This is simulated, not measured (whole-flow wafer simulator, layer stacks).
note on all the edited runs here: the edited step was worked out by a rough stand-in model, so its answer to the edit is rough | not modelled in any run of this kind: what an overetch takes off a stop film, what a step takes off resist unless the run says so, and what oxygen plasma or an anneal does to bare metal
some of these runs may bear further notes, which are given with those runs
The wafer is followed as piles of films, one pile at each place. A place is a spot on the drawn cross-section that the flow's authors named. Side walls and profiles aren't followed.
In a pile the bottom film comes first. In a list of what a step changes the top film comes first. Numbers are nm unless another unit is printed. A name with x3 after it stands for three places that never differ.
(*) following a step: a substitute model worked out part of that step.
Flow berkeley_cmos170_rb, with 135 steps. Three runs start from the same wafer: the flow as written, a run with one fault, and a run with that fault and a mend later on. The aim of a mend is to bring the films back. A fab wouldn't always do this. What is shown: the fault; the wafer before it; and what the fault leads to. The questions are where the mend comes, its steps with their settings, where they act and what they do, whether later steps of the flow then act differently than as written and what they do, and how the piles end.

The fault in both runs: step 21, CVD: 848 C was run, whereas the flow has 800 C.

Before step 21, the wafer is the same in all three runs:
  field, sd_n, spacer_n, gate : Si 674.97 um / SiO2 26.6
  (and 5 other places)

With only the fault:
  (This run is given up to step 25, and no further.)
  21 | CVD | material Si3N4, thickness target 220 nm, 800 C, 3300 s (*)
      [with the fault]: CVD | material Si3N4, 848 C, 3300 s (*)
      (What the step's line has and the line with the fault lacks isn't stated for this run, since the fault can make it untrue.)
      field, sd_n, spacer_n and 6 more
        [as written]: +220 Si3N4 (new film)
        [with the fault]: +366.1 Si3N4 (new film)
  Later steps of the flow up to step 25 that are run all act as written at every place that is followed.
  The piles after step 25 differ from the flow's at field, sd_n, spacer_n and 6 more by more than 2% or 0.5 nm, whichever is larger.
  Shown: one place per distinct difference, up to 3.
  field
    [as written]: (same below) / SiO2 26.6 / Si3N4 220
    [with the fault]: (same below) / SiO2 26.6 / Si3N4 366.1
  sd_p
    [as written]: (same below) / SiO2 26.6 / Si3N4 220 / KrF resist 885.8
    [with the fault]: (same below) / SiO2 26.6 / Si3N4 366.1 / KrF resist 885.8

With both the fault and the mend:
  The mend follows step 21.
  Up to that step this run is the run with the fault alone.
  21a | ETCH | chemistry h3po4, depth target 146.1 nm (the flow's step 16 again, with other settings)
      field, sd_n, spacer_n and 6 more
        -146.1 Si3N4
  Later steps of the flow that are run all act as written at every place that is followed.
  By the end, the piles equal the flow's at every place that both follow.
